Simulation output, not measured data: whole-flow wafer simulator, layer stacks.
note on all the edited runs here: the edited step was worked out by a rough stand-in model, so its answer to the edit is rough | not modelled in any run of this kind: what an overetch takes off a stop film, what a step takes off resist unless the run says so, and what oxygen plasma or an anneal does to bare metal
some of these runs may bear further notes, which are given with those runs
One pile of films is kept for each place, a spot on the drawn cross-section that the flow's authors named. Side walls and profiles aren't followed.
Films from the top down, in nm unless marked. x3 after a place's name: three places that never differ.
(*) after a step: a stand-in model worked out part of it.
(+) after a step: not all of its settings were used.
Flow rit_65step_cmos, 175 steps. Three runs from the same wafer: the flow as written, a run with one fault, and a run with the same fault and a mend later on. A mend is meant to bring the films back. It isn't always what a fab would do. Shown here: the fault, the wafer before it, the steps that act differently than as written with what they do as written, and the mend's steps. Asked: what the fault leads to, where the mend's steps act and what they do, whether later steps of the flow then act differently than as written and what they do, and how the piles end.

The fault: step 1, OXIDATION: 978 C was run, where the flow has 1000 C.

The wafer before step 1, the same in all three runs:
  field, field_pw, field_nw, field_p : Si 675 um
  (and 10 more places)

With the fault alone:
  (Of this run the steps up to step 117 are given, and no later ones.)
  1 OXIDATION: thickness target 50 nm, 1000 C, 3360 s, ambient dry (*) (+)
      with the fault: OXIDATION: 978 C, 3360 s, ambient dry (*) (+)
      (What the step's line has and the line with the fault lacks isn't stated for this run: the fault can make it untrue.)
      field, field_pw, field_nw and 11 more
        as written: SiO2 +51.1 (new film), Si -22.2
        with the fault: SiO2 +42.2 (new film), Si -18.3
  Later steps of the flow that act differently than as written (35 more steps differ only slightly, by at most 2% or 0.5 nm, whichever is larger, and aren't shown):
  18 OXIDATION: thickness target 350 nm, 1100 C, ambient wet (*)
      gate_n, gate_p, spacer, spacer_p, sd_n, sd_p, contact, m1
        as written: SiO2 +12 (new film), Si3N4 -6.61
        with the fault: SiO2 +12 (new film), Si3N4 -6.61, SiO2 +0.02
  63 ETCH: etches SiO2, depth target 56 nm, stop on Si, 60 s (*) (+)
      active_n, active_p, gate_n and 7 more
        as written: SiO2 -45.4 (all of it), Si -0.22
        with the fault: SiO2 -36.6 (all of it), Si -0.4
  After step 117 the piles differ from the flow's only slightly at the places that both follow, by at most 2% or 0.5 nm, whichever is larger.

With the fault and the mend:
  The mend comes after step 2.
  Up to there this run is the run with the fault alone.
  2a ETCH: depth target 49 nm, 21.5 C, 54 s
      field, field_pw, field_nw and 11 more
        SiO2 -42.2 (all of it)
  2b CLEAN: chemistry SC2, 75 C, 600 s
      field, field_pw, field_nw and 11 more
        chemical SiO2 +0.4 (new film), Si -0.17
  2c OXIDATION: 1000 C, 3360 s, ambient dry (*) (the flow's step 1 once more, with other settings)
      field, field_pw, field_nw and 11 more
        SiO2 +51 (new film), chemical SiO2 -0.4 (all of it), Si -22.3
  Later steps of the flow that act differently than as written (17 more steps differ only slightly, by at most 2% or 0.5 nm, whichever is larger, and aren't shown):
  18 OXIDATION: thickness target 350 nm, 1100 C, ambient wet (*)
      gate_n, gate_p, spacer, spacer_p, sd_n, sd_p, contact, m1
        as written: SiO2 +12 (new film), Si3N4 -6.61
        with the mend: SiO2 +12 (new film), Si3N4 -6.61, SiO2 +0.03
  At the end the piles differ from the flow's only slightly at the places that both follow, by at most 2% or 0.5 nm, whichever is larger.
